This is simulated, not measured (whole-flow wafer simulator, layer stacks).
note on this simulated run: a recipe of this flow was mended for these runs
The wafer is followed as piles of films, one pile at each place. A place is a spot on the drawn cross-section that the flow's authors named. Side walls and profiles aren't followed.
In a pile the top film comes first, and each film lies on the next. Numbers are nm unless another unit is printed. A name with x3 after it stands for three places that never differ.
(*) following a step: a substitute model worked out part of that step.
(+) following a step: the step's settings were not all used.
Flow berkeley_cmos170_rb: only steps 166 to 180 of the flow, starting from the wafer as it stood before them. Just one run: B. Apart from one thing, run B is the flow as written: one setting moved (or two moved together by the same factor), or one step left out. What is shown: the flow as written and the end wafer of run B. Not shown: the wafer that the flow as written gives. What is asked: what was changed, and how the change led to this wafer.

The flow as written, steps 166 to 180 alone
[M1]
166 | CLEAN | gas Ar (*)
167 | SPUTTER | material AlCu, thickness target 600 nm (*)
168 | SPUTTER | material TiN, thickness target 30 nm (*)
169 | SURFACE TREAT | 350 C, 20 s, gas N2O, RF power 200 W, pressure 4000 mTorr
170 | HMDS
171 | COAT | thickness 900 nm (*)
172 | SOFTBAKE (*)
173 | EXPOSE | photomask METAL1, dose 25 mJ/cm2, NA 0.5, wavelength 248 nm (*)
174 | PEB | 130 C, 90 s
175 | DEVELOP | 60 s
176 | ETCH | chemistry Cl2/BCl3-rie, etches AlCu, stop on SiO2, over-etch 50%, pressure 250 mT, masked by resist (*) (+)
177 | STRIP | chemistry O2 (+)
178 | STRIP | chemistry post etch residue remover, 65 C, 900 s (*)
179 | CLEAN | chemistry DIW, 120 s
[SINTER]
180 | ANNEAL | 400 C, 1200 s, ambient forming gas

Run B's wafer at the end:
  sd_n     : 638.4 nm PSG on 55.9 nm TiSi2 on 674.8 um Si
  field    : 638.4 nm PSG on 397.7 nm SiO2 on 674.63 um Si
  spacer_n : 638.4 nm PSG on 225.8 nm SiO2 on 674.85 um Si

Cause: step 176, ETCH: over-etch 71.3% was run, while the flow as written has over-etch 50%.

The path from the change to this, step by step:
  176 | ETCH | chemistry Cl2/BCl3-rie, etches AlCu, stop on SiO2, over-etch 50%, pressure 250 mT, masked by resist (*) (+)
      field, sd_n, spacer_n, gate, spacer_p, gate_p: TiN loses 30 (all of it), AlCu loses 600 (all of it), PSG loses 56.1 (as written it would have been: TiN loses 30 (all of it), AlCu loses 600 (all of it), PSG loses 39.4)
      contact, m1: KrF-resist loses 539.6 (as written it would have been: KrF-resist loses 472.5)
      (also at 1 further place)
  177 | STRIP | chemistry O2 (+)
      contact: KrF-resist loses 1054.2 (all of it) (as written it would have been: KrF-resist loses 1121.3 (all of it))
      m1: KrF-resist loses 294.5 (all of it) (as written it would have been: KrF-resist loses 361.6 (all of it))
